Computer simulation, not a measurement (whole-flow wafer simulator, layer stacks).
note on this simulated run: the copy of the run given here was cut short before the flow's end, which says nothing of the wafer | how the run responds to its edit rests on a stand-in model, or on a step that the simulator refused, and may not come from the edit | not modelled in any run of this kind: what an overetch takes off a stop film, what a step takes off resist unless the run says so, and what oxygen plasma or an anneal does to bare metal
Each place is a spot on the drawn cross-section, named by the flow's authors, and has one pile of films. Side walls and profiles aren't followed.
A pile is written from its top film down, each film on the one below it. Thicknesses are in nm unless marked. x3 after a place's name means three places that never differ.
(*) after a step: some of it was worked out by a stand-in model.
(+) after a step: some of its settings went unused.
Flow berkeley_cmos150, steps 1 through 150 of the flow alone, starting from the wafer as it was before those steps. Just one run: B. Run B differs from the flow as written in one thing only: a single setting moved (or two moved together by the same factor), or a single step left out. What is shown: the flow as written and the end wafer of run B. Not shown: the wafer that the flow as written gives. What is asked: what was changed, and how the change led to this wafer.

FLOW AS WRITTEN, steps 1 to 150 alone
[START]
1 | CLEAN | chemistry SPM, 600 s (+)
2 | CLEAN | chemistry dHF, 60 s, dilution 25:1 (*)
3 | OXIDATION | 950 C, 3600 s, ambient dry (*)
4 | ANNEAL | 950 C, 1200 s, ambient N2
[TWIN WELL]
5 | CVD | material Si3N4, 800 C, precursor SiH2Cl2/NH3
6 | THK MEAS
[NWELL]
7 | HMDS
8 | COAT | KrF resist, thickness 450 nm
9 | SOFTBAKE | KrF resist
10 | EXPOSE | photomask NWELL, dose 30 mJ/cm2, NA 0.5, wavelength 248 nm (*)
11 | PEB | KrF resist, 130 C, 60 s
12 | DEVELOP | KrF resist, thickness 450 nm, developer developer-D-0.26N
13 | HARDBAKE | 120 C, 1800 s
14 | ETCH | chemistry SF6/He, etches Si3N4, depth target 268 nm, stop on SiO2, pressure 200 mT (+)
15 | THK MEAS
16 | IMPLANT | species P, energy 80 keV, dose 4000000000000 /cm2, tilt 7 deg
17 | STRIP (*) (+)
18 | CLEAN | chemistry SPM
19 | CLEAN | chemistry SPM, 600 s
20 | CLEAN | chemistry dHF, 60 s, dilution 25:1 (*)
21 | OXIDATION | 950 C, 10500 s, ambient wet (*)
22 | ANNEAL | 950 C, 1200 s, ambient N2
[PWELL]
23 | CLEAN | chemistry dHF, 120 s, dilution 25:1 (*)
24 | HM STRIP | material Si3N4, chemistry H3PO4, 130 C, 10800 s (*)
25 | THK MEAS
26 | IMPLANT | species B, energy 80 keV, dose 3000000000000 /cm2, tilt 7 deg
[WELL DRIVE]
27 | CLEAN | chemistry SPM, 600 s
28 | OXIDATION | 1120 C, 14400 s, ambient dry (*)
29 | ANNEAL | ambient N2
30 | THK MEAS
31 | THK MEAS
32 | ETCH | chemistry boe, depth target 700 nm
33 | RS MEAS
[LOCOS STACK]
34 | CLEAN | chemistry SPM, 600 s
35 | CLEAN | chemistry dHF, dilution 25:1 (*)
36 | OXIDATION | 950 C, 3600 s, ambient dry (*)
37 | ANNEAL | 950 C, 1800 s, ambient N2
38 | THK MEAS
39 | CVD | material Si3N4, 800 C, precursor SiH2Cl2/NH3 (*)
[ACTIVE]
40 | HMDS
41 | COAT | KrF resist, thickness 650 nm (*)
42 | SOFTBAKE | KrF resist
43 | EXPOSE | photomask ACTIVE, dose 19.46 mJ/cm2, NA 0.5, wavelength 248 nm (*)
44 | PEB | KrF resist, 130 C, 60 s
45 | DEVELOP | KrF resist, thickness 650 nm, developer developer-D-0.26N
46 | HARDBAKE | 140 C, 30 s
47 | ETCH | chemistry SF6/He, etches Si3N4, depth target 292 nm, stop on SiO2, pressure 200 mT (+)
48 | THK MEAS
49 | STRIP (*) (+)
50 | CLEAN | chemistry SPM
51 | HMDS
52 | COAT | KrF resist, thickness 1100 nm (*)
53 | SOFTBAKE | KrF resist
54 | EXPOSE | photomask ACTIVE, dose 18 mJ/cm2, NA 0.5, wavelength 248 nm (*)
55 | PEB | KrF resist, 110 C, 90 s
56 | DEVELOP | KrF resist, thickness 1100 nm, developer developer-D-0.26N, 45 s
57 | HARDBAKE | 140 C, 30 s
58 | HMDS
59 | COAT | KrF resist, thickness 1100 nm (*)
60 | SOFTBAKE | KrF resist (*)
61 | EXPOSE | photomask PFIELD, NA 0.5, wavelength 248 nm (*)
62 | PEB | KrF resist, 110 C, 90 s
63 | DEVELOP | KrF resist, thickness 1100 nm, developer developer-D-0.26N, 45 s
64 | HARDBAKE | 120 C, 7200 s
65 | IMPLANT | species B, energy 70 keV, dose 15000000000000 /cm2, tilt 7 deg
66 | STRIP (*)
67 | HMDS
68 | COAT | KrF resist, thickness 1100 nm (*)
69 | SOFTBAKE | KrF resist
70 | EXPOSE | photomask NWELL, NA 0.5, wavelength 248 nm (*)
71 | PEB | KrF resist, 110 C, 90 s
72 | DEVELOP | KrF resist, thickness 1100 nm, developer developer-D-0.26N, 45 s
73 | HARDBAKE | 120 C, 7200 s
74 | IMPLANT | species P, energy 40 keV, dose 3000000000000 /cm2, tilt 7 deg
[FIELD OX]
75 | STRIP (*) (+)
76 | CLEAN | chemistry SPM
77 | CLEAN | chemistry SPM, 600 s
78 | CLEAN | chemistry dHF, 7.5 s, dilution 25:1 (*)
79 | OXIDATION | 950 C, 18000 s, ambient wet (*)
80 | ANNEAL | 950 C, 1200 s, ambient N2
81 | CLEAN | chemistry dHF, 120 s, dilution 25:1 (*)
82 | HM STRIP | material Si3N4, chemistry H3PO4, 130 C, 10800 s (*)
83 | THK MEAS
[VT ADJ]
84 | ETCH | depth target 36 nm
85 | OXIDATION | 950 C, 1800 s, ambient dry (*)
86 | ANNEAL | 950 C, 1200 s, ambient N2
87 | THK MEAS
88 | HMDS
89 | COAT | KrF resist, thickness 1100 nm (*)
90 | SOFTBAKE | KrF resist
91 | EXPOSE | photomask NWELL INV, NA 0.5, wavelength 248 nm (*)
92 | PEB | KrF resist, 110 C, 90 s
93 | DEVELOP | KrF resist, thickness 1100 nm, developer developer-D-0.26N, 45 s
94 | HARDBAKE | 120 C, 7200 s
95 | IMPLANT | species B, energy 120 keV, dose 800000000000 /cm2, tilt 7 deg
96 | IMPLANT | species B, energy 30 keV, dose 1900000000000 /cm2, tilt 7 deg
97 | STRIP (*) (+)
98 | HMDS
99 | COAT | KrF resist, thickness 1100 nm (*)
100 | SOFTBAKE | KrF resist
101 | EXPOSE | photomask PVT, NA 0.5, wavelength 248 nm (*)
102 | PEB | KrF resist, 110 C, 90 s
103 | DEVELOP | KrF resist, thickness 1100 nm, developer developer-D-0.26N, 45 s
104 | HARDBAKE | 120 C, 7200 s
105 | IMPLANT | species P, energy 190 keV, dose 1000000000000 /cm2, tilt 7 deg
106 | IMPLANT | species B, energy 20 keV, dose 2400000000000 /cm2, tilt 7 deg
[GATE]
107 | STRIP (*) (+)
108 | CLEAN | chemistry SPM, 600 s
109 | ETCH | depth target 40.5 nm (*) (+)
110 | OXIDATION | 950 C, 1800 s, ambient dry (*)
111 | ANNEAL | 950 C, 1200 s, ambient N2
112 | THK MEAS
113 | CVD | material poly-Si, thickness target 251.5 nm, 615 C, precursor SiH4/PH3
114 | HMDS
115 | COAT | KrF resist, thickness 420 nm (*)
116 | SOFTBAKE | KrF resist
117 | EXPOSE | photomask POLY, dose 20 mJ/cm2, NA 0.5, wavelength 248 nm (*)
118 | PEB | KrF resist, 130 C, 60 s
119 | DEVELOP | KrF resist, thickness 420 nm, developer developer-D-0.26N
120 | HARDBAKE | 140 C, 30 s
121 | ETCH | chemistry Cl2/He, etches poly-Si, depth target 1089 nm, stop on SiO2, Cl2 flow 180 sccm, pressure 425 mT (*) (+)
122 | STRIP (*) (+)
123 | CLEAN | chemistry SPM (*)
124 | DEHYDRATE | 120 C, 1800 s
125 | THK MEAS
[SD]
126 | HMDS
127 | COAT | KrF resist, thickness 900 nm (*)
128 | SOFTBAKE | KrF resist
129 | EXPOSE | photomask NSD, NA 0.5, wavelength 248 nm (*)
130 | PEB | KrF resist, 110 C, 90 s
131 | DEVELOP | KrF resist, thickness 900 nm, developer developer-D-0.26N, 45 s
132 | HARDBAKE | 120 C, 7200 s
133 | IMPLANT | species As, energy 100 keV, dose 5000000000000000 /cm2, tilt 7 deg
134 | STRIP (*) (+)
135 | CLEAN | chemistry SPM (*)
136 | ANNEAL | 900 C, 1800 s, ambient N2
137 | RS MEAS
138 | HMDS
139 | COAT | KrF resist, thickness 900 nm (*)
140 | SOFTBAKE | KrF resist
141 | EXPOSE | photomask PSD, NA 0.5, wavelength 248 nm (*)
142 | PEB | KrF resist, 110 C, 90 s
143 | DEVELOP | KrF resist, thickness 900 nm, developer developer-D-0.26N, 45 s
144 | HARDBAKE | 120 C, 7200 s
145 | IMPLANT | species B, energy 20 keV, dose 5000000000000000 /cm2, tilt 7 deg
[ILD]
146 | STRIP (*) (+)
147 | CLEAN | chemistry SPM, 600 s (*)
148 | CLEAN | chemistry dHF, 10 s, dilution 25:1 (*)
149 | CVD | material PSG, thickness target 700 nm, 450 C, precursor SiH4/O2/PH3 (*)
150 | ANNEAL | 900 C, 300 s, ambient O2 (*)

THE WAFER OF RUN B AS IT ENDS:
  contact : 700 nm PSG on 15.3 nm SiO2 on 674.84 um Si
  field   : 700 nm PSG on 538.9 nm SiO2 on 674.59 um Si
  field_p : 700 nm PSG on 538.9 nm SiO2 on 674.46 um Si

The reason: step 84, ETCH: depth target 19.55 nm was run, while the flow as written has depth target 36 nm.

The path from the change to this, step by step:
  84 | ETCH | depth target 36 nm
      gate_n, contact, m1: -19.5 SiO2 (in the flow as written it would be: -29.6 SiO2 (all of it))
      sd_p, gate_p: -19.6 SiO2 (in the flow as written it would be: -29.6 SiO2 (all of it))
      (also at 3 further places)
  85 | OXIDATION | 950 C, 1800 s, ambient dry (*)
      gate_n, sd_p, gate_p, contact, m1: +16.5 SiO2, -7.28 Si (in the flow as written it would be: +20.4 SiO2 (new film), -8.98 Si)
      sd_n: +8.96 SiO2, -3.94 Si (in the flow as written it would be: +12.2 SiO2, -5.35 Si)
  109 | ETCH | depth target 40.5 nm (*) (+)
      sd_n: -40.5 SiO2 (in the flow as written it would be: -40.4 SiO2 (all of it))
      gate_n, sd_p, gate_p, contact, m1: -26.6 SiO2 (all of it) (in the flow as written it would be: -20.4 SiO2 (all of it))
  110 | OXIDATION | 950 C, 1800 s, ambient dry (*)
      sd_n: +14.6 SiO2, -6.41 Si (in the flow as written it would be: +20.4 SiO2 (new film), -8.98 Si)
  122 | STRIP (*) (+)
      gate_n: +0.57 chemical SiO2 (new film), -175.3 KrF resist (all of it), -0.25 poly-Si (in the flow as written it would be: +0.57 chemical SiO2 (new film), -169.8 KrF resist (all of it), -0.25 poly-Si)
